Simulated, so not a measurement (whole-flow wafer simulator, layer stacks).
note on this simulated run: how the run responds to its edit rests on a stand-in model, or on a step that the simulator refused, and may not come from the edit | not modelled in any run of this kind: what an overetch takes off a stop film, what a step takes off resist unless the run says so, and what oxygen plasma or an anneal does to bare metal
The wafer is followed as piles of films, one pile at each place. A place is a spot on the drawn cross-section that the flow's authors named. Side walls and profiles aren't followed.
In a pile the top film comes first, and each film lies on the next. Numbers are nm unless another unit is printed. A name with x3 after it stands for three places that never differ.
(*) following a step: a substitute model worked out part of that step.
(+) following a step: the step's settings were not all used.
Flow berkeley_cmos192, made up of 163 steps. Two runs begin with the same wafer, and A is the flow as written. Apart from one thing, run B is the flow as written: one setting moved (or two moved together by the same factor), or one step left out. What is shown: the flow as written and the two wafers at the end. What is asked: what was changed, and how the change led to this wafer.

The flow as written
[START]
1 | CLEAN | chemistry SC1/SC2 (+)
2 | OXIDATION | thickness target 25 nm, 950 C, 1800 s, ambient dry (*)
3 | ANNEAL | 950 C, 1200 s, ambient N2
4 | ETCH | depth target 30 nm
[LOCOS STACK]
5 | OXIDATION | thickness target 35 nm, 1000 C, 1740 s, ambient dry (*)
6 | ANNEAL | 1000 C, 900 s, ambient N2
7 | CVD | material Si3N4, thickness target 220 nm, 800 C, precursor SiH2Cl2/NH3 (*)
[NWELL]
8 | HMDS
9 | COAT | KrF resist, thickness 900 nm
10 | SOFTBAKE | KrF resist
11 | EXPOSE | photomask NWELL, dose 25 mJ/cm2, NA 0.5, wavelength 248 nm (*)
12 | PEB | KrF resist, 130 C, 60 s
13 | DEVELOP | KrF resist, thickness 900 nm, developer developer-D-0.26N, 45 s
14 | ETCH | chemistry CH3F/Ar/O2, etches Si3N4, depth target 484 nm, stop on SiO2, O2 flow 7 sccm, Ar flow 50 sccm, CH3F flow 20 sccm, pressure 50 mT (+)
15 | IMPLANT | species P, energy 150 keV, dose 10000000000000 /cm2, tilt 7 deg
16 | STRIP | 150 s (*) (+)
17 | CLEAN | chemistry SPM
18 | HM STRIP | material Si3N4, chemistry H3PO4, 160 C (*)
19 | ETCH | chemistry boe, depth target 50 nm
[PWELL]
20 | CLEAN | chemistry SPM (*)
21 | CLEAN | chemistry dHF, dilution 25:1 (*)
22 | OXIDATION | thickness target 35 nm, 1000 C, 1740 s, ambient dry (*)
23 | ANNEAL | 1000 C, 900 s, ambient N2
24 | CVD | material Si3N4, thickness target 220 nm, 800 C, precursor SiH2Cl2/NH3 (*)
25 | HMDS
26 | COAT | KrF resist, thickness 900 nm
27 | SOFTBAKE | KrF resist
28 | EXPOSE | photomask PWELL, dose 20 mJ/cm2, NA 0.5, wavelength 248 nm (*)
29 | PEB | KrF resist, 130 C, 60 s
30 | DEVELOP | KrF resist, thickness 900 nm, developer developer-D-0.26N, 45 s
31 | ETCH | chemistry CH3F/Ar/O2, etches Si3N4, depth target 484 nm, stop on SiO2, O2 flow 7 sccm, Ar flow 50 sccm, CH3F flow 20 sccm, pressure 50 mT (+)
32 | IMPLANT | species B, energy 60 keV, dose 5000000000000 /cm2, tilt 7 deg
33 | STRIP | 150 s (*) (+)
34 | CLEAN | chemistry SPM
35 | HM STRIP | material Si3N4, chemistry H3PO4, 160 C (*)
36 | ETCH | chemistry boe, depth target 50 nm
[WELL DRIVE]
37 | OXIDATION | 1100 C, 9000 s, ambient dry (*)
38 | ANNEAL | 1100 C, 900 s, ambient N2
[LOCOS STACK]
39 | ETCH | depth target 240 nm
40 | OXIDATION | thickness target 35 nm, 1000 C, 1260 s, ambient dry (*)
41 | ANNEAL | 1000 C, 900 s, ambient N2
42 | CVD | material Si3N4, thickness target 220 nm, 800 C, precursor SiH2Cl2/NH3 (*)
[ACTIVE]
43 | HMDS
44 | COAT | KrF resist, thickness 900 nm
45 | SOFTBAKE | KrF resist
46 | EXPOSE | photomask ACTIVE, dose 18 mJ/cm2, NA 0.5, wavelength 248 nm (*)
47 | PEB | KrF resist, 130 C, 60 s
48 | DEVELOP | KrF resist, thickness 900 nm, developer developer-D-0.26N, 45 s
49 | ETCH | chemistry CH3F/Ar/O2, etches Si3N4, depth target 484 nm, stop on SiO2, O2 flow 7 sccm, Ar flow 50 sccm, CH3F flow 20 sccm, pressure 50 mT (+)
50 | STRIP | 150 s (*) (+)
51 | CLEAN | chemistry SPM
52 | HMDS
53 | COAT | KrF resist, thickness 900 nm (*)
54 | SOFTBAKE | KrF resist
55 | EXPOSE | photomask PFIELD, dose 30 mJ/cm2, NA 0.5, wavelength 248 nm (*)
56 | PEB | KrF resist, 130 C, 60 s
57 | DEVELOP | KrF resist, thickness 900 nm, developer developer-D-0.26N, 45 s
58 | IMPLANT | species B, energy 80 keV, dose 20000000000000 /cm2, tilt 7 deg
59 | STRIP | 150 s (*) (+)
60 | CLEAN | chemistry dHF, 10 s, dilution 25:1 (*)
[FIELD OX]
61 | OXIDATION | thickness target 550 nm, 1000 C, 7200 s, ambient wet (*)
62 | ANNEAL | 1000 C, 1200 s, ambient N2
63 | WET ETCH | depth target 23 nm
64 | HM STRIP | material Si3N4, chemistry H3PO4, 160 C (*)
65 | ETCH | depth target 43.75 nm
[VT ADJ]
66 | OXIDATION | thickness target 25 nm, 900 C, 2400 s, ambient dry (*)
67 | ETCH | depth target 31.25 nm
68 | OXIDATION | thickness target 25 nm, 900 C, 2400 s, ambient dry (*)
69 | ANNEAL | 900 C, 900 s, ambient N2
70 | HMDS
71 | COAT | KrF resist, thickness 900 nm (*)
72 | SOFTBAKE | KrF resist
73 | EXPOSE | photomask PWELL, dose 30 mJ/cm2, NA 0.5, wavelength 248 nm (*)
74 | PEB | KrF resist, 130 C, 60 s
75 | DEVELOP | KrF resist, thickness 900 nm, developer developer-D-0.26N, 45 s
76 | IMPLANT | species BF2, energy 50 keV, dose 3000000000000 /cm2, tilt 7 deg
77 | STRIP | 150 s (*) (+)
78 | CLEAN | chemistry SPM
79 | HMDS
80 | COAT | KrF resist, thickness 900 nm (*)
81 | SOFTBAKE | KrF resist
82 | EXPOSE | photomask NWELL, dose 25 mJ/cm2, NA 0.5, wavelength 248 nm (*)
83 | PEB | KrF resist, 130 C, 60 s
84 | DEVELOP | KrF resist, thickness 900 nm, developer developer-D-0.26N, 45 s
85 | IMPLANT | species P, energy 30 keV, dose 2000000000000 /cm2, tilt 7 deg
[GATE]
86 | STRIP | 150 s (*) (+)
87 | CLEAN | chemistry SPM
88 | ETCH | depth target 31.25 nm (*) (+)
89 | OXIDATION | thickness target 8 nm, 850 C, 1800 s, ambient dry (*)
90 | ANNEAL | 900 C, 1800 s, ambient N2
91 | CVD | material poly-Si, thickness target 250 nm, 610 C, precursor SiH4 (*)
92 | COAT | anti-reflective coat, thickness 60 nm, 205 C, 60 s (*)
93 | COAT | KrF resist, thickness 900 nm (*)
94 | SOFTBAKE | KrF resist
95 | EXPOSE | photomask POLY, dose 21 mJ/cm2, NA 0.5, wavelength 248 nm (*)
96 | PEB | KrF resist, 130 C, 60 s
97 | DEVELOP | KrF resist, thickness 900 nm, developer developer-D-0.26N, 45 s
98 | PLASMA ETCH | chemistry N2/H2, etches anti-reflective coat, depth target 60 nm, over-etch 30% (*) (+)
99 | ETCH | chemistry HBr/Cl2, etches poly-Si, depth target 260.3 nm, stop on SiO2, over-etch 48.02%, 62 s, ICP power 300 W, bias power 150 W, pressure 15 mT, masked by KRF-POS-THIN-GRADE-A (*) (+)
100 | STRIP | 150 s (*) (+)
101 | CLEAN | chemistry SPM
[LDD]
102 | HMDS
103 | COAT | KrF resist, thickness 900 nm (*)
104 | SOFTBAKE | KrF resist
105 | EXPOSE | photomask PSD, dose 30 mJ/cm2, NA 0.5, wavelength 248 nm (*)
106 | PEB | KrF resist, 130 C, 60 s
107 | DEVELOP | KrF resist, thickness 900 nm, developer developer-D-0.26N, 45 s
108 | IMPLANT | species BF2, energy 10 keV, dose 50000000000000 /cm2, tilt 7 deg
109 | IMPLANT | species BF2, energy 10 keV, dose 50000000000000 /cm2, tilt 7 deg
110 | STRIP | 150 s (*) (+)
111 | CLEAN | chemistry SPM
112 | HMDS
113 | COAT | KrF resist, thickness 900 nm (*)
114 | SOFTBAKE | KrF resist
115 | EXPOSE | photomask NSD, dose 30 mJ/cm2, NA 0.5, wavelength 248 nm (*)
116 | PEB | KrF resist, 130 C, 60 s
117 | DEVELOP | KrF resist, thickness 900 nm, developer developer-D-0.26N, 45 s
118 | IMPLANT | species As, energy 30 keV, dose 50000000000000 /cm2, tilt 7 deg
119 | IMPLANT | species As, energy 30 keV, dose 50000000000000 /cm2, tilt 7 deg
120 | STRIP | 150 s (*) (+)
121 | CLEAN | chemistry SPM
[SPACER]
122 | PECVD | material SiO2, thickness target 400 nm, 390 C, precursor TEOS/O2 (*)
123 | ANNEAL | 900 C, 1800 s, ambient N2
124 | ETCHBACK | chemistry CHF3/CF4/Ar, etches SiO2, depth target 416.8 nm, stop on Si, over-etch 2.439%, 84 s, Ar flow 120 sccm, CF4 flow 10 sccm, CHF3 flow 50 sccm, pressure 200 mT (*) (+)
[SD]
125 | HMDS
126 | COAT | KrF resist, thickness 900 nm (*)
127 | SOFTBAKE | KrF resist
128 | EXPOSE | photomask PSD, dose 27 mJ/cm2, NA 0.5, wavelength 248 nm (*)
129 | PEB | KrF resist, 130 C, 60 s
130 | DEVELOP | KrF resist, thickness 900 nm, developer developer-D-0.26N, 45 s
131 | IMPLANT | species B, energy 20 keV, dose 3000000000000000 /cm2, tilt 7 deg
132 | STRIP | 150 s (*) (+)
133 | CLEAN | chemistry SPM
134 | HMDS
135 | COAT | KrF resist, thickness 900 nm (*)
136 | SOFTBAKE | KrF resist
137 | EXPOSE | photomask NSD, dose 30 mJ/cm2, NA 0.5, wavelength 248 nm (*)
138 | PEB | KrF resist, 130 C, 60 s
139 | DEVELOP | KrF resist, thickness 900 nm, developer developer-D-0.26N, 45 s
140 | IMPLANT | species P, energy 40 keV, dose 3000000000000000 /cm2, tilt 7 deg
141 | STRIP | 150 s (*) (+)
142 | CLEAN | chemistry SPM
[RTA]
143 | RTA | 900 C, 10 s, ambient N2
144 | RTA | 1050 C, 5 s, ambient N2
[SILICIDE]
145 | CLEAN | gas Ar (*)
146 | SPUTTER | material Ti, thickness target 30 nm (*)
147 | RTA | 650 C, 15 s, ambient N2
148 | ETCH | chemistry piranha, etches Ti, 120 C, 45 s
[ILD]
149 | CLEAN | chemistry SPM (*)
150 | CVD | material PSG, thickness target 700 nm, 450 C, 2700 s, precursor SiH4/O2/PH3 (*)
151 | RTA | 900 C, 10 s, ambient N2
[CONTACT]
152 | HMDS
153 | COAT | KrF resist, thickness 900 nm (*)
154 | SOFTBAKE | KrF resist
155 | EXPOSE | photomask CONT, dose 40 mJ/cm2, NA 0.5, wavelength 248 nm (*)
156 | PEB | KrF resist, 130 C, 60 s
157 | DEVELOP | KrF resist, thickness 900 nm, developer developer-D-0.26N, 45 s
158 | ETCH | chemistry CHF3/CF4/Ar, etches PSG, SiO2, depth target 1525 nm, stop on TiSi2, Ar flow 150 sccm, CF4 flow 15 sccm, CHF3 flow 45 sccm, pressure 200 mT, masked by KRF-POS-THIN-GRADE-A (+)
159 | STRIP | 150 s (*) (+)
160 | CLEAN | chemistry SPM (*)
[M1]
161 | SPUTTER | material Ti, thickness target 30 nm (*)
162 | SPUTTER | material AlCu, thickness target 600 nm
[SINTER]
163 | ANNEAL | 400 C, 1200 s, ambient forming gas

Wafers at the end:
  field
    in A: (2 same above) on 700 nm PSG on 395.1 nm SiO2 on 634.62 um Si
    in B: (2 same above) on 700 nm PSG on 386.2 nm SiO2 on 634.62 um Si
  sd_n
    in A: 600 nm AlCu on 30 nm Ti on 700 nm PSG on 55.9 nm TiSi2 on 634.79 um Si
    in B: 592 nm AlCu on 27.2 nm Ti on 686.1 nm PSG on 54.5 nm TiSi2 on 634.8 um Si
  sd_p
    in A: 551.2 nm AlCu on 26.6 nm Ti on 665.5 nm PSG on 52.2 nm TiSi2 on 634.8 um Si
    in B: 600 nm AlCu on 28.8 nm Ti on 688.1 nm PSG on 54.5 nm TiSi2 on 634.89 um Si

Cause: step 35, HM STRIP: material Si3N4, chemistry H3PO4, 160 C (*), was not run.

Step by step, how the change led to this:
  36 | ETCH | chemistry boe, depth target 50 nm
      sd_p, spacer_p, gate_p, m1: A -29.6 SiO2 (all of it) | B nothing
      field, sd_n, spacer_n, gate, contact: A -18.5 SiO2 (all of it) | B -28 SiO2 (all of it)
  37 | OXIDATION | 1100 C, 9000 s, ambient dry (*)
      spacer_p, gate_p, m1: A +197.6 SiO2 (new film), -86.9 Si | B nothing
      sd_p: A +197.6 SiO2 (new film), -86.9 Si | B under 1 film: +0.02 SiO2
  39 | ETCH | depth target 240 nm
      sd_p, spacer_p, gate_p, m1: A -197.6 SiO2 (all of it) | B nothing
  40 | OXIDATION | thickness target 35 nm, 1000 C, 1260 s, ambient dry (*)
      sd_p, spacer_p, gate_p, m1: A +26.6 SiO2 (new film), -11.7 Si | B nothing
  42 | CVD | material Si3N4, thickness target 220 nm, 800 C, precursor SiH2Cl2/NH3 (*)
      sd_p, spacer_p, gate_p, m1: A +220 Si3N4 (new film) | B +220 Si3N4
  44 | COAT | KrF resist, thickness 900 nm
      sd_n: A +900 KrF resist (new film) | B +929.6 KrF resist (new film)
      sd_p: A +900 KrF resist (new film) | B +745.6 KrF resist (new film)
      (as well as at 4 more places)
  50 | STRIP | 150 s (*) (+)
      sd_n: A -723 KrF resist (all of it) | B -752.6 KrF resist (all of it)
      sd_p: A -723 KrF resist (all of it) | B -568.9 KrF resist (all of it)
      (as well as at 4 more places)
  53 | COAT | KrF resist, thickness 900 nm (*)
      sd_n: A +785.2 KrF resist (new film) | B +807.4 KrF resist (new film)
      sd_p: A +804.3 KrF resist (new film) | B +663.9 KrF resist (new film)
      (as well as at 4 more places)
  59 | STRIP | 150 s (*) (+)
      sd_n: A -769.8 KrF resist (all of it) | B -791.9 KrF resist (all of it)
      sd_p: A -788.9 KrF resist (all of it) | B -648.7 KrF resist (all of it)
      (as well as at 4 more places)
  61 | OXIDATION | thickness target 550 nm, 1000 C, 7200 s, ambient wet (*)
      sd_p: A +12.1 SiO2 (new film), -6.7 Si3N4, +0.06 SiO2, -0.06 Si | B +12.1 SiO2 (new film), -6.7 Si3N4
  64 | HM STRIP | material Si3N4, chemistry H3PO4, 160 C (*)
      sd_p, spacer_p, gate_p, m1: A -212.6 Si3N4 (all of it), -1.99 SiO2 | B -432.6 Si3N4 (all of it), -4.06 SiO2
      field: A -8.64 SiO2 | B -17.6 SiO2
  65 | ETCH | depth target 43.75 nm
      sd_p, spacer_p, gate_p, m1: A -24.6 SiO2 (all of it) | B -27.6 SiO2 (all of it)
  71 | COAT | KrF resist, thickness 900 nm (*)
      sd_p: A +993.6 KrF resist (new film) | B +940.8 KrF resist (new film)
      spacer_p: A +975.1 KrF resist (new film) | B +933.4 KrF resist (new film)
      (as well as at 2 more places)
  77 | STRIP | 150 s (*) (+)
      sd_p: A -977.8 KrF resist (all of it) | B -925.1 KrF resist (all of it)
      spacer_p: A -959.3 KrF resist (all of it) | B -917.7 KrF resist (all of it)
      (as well as at 2 more places)
  80 | COAT | KrF resist, thickness 900 nm (*)
      sd_p: A +993.6 KrF resist (new film) | B +940.8 KrF resist (new film)
      spacer_p: A +975.1 KrF resist (new film) | B +933.4 KrF resist (new film)
      (as well as at 2 more places)
  84 | DEVELOP | KrF resist, thickness 900 nm, developer developer-D-0.26N, 45 s
      sd_p: A -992 KrF resist (all of it) | B -939.3 KrF resist (all of it)
      spacer_p: A -973.5 KrF resist (all of it) | B -931.9 KrF resist (all of it)
      (as well as at 1 more place)
  ... 26 other steps ...
  162 | SPUTTER | material AlCu, thickness target 600 nm
      sd_p: A +551.2 AlCu (new film) | B +600 AlCu (new film)
      contact: A +410.9 AlCu (new film) | B +427.2 AlCu (new film)
